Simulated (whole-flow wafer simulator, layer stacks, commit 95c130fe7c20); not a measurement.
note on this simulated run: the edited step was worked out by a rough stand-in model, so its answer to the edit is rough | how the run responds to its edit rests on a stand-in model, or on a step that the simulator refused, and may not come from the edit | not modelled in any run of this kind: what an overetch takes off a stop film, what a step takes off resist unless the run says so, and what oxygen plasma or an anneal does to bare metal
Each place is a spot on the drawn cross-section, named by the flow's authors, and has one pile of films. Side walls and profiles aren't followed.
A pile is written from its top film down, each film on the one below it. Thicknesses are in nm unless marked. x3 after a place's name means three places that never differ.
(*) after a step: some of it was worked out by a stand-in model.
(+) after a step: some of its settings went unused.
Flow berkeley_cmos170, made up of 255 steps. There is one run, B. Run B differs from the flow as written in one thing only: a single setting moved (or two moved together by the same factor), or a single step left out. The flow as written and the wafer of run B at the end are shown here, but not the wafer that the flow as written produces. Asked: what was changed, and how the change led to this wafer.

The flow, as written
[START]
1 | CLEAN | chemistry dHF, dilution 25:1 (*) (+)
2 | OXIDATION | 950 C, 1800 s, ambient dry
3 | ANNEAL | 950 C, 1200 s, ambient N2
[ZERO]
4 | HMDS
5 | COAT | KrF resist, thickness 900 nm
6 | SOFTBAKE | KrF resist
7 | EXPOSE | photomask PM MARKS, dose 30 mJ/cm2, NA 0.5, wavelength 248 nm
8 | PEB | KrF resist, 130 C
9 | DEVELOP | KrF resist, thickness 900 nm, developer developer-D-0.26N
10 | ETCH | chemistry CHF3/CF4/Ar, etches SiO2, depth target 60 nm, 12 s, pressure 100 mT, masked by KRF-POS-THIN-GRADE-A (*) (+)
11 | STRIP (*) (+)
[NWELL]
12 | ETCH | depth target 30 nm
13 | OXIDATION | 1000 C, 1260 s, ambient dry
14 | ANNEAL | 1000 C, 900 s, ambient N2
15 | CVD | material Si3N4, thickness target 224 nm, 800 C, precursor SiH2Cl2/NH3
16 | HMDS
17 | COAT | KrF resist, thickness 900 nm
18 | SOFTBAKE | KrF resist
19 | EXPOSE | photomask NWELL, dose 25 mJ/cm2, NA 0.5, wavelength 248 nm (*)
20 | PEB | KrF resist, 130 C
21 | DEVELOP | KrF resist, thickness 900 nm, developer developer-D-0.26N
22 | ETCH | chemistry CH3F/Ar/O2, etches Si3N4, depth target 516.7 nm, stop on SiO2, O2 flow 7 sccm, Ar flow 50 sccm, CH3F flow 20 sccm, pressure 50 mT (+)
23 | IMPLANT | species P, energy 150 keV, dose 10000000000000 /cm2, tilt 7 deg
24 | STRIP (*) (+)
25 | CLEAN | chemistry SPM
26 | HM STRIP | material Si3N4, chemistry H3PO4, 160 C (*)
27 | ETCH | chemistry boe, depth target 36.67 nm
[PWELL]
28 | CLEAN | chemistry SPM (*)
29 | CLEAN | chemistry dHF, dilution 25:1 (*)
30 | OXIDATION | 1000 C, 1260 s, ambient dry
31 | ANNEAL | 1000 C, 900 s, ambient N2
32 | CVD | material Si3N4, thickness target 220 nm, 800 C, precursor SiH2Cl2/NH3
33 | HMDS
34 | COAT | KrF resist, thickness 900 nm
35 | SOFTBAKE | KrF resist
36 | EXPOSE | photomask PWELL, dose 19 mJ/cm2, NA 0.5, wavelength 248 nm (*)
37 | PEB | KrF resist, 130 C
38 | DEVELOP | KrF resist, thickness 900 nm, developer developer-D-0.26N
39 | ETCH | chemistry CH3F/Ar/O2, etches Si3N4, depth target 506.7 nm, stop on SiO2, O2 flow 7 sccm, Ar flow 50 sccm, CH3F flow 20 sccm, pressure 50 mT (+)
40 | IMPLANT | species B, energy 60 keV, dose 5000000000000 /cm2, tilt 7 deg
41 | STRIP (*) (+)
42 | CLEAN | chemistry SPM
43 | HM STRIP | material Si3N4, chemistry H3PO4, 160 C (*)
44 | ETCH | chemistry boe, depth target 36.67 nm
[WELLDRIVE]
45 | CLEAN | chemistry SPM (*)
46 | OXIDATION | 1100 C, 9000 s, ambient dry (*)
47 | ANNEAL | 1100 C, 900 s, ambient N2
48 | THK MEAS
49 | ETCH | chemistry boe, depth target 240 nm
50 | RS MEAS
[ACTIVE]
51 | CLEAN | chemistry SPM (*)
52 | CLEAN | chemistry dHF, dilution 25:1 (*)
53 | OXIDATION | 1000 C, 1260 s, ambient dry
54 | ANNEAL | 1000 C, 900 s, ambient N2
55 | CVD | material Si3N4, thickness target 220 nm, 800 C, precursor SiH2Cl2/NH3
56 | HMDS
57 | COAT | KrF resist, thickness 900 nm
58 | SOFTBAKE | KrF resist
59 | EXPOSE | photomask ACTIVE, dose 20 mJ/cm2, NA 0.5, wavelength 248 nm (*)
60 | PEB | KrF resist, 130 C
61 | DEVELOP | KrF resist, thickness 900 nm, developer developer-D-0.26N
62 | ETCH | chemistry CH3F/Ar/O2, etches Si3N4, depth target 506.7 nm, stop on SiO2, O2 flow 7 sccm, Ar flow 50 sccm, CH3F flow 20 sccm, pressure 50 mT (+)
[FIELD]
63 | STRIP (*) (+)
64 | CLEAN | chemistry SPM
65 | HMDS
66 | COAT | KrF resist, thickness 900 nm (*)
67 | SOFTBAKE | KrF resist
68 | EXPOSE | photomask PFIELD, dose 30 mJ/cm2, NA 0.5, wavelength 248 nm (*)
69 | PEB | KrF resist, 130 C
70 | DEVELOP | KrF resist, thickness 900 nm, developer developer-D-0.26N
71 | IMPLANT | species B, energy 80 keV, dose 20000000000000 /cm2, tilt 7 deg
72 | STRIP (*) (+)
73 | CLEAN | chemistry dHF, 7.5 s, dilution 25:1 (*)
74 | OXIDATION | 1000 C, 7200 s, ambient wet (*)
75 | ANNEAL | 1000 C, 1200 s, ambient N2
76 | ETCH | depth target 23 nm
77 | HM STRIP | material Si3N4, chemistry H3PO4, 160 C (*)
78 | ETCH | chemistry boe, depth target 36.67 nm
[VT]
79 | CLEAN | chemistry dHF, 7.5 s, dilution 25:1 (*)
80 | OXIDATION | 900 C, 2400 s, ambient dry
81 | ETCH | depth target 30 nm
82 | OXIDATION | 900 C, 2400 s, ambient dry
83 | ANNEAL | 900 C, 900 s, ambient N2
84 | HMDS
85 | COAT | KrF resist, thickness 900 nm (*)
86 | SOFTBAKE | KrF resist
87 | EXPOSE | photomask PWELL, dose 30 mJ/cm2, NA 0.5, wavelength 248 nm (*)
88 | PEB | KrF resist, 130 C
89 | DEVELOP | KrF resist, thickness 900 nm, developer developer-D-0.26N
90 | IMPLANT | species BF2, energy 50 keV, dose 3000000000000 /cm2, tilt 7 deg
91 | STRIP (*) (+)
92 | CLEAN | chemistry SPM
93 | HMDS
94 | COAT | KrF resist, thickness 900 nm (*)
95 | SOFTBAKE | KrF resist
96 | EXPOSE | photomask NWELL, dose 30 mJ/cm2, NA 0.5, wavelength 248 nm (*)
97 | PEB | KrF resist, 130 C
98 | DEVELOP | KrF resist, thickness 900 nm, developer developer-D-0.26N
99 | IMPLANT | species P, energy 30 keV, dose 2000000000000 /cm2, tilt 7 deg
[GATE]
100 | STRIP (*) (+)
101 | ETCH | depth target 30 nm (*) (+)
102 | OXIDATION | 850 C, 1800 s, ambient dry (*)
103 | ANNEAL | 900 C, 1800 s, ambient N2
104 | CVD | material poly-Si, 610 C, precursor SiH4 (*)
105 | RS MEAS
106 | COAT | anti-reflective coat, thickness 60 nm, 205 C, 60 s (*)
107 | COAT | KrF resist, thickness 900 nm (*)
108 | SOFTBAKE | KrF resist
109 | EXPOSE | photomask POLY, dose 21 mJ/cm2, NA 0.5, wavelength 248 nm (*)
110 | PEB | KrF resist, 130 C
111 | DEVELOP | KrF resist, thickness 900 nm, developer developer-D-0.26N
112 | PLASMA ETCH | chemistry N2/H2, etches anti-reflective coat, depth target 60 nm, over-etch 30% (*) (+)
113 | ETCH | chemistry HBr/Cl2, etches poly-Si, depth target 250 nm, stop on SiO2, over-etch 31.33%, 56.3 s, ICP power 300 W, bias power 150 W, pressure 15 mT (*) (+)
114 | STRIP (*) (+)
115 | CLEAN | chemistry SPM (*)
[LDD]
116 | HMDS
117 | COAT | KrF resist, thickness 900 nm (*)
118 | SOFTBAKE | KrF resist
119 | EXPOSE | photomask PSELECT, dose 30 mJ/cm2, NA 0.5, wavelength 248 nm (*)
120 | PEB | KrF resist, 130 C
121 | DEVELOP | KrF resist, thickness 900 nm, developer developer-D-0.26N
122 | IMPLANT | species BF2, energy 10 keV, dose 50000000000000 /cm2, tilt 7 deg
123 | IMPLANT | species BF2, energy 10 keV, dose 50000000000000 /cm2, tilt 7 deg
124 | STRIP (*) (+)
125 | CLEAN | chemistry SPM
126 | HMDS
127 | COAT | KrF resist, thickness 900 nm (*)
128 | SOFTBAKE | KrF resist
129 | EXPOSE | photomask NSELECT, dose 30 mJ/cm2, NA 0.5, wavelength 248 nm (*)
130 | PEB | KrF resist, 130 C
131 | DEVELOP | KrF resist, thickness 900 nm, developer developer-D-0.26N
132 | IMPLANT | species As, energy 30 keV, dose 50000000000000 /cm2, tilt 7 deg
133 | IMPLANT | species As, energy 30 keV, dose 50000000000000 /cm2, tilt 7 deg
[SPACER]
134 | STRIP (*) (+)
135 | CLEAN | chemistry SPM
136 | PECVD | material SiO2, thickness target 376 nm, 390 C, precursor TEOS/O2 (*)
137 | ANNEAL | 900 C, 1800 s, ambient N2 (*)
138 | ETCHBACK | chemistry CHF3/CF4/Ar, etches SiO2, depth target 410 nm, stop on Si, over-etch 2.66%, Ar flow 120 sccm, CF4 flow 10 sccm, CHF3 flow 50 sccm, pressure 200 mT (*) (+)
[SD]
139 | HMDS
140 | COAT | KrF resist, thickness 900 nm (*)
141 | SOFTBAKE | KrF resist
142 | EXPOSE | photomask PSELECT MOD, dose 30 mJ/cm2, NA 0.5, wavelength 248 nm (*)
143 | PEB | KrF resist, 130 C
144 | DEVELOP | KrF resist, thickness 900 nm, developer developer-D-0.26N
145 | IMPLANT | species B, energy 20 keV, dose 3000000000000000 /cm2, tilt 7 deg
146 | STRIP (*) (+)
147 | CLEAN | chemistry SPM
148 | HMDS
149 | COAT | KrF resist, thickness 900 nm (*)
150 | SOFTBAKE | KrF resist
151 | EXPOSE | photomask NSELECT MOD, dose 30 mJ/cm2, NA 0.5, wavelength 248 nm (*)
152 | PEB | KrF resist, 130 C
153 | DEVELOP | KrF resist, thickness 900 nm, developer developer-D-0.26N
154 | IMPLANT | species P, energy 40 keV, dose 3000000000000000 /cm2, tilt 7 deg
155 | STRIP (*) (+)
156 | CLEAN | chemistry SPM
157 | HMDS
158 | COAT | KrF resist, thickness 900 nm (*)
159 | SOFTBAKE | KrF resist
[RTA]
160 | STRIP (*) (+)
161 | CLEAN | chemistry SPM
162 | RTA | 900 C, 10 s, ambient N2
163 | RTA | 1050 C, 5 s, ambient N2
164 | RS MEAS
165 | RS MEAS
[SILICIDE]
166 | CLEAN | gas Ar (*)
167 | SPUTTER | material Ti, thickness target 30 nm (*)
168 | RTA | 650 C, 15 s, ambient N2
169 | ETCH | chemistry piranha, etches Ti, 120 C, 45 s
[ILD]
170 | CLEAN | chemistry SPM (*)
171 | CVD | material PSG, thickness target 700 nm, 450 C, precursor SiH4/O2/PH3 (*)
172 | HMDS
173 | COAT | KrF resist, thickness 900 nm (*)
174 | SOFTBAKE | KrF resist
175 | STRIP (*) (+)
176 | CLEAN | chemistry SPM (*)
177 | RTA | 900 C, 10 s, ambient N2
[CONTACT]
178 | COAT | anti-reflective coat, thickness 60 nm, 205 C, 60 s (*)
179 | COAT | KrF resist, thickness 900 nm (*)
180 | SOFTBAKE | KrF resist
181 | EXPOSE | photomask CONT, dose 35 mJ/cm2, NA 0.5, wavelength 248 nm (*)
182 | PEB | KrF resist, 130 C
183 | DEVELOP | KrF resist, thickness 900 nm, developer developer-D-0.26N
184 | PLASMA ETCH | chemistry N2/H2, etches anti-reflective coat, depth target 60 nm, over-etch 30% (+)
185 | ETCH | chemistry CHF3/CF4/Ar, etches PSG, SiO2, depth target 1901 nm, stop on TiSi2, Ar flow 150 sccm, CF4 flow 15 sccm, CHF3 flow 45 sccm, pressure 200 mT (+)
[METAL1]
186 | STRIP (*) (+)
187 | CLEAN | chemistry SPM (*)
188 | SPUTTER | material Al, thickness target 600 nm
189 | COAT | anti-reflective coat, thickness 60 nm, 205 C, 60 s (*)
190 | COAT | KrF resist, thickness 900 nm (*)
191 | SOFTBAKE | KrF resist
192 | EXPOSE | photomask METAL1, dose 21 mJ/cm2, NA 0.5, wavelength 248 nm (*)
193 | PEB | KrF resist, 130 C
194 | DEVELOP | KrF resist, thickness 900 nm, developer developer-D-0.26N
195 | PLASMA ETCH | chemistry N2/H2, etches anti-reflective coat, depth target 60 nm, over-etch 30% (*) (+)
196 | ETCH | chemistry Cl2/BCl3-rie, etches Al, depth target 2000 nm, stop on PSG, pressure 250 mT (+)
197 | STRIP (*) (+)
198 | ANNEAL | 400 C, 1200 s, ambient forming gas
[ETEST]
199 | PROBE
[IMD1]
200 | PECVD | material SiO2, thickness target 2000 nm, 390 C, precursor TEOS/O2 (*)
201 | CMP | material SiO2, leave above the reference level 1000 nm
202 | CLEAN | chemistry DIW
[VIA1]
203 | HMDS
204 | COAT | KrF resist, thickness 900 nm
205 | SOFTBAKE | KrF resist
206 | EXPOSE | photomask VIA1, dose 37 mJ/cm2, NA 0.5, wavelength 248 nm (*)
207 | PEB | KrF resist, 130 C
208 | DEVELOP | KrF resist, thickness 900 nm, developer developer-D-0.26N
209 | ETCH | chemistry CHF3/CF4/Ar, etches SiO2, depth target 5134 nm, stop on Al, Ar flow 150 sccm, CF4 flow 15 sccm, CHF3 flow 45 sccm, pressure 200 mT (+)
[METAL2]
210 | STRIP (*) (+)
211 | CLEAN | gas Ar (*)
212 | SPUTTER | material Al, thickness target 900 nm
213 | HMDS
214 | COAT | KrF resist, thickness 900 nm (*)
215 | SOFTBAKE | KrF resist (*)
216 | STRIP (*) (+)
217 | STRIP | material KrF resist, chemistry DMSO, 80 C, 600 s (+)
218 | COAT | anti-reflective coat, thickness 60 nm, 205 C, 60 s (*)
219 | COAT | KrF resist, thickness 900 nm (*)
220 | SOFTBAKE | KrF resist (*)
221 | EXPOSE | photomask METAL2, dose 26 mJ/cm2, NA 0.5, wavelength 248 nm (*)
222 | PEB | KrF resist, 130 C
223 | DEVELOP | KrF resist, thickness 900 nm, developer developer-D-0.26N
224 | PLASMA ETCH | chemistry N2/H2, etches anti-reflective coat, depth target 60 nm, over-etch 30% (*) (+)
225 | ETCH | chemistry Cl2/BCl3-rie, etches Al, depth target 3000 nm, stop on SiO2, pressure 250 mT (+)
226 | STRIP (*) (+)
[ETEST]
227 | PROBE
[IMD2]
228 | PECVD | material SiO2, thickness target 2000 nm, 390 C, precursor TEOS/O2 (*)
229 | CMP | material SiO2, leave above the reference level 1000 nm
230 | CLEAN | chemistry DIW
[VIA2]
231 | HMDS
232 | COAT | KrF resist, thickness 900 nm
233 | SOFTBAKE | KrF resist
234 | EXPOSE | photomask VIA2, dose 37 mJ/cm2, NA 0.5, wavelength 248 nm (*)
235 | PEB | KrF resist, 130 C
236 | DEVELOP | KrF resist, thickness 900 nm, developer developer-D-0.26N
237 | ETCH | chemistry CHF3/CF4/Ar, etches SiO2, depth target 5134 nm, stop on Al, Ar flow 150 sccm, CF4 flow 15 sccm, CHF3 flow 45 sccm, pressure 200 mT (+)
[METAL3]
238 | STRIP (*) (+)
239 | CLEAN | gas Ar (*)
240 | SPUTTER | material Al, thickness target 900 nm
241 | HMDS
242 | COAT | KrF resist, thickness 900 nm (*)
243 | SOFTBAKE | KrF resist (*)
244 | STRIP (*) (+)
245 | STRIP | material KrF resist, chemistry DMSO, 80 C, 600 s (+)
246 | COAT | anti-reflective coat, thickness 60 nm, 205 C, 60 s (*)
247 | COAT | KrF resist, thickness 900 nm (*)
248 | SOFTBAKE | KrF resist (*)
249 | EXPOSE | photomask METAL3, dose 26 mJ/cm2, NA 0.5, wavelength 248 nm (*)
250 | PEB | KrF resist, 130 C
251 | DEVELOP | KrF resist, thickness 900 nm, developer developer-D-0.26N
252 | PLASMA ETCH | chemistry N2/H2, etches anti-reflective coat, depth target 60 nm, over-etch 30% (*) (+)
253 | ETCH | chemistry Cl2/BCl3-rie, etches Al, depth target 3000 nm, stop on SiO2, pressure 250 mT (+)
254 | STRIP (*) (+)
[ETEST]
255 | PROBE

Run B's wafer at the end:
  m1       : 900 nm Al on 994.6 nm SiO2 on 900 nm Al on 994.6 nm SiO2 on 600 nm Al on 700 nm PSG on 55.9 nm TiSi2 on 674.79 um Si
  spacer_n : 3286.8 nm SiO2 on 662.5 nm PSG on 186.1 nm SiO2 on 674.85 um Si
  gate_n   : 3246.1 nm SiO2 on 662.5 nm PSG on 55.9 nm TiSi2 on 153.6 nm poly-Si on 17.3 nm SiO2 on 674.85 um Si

Cause: step 102, OXIDATION: 935 C was run, while the flow as written has 850 C.

How this came from the change, step by step:
  102 | OXIDATION | 850 C, 1800 s, ambient dry (*)
      sd_n, spacer_n, gate_n and 8 more: SiO2 gains 17.3 (new film), Si loses 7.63 (as written it would have been: SiO2 gains 7.48 (new film), Si loses 3.29)
      field: SiO2 gains 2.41, Si loses 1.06 (as written it would have been: SiO2 gains 0.51, Si loses 0.23)
  106 | COAT | anti-reflective coat, thickness 60 nm, 205 C, 60 s (*)
      sd_n: anti-reflective coat gains 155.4 (new film) (as written it would have been: anti-reflective coat gains 158.6 (new film))
      spacer_n: anti-reflective coat gains 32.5 (new film) (as written it would have been: anti-reflective coat gains 31.5 (new film))
      (also at 3 further places)
  112 | PLASMA ETCH | chemistry N2/H2, etches anti-reflective coat, depth target 60 nm, over-etch 30% (*) (+)
      sd_n: anti-reflective coat loses 155.4 (all of it), poly-Si loses 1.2 (as written it would have been: anti-reflective coat loses 158.6 (all of it), poly-Si loses 1.22)
      spacer_n: anti-reflective coat loses 32.5 (all of it), poly-Si loses 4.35 (as written it would have been: anti-reflective coat loses 31.5 (all of it), poly-Si loses 4.48)
      (also at 1 further place)
  114 | STRIP (*) (+)
      gate_n: chemical SiO2 gains 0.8 (new film), KrF resist loses 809 (all of it), anti-reflective coat loses 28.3 (all of it), poly-Si loses 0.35 (as written it would have been: chemical SiO2 gains 0.8 (new film), KrF resist loses 812.6 (all of it), anti-reflective coat loses 27.3 (all of it), poly-Si loses 0.35)
      gate_p: chemical SiO2 gains 0.8 (new film), KrF resist loses 779.9 (all of it), anti-reflective coat loses 30.3 (all of it), poly-Si loses 0.35 (as written it would have been: chemical SiO2 gains 0.8 (new film), KrF resist loses 782.1 (all of it), anti-reflective coat loses 29.6 (all of it), poly-Si loses 0.35)
  138 | ETCHBACK | chemistry CHF3/CF4/Ar, etches SiO2, depth target 410 nm, stop on Si, over-etch 2.66%, Ar flow 120 sccm, CF4 flow 10 sccm, CHF3 flow 50 sccm, pressure 200 mT (*) (+)
      sd_n, sd_p, contact, m1, via1, m2, via2: SiO2 loses 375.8 (all of it) (as written it would have been: SiO2 loses 366 (all of it))
  178 | COAT | anti-reflective coat, thickness 60 nm, 205 C, 60 s (*)
      sd_n: anti-reflective coat gains 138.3 (new film) (as written it would have been: anti-reflective coat gains 135.1 (new film))
  186 | STRIP (*) (+)
      sd_n: KrF resist loses 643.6 (all of it), anti-reflective coat loses 138.3 (all of it) (as written it would have been: KrF resist loses 643.8 (all of it), anti-reflective coat loses 135.1 (all of it))
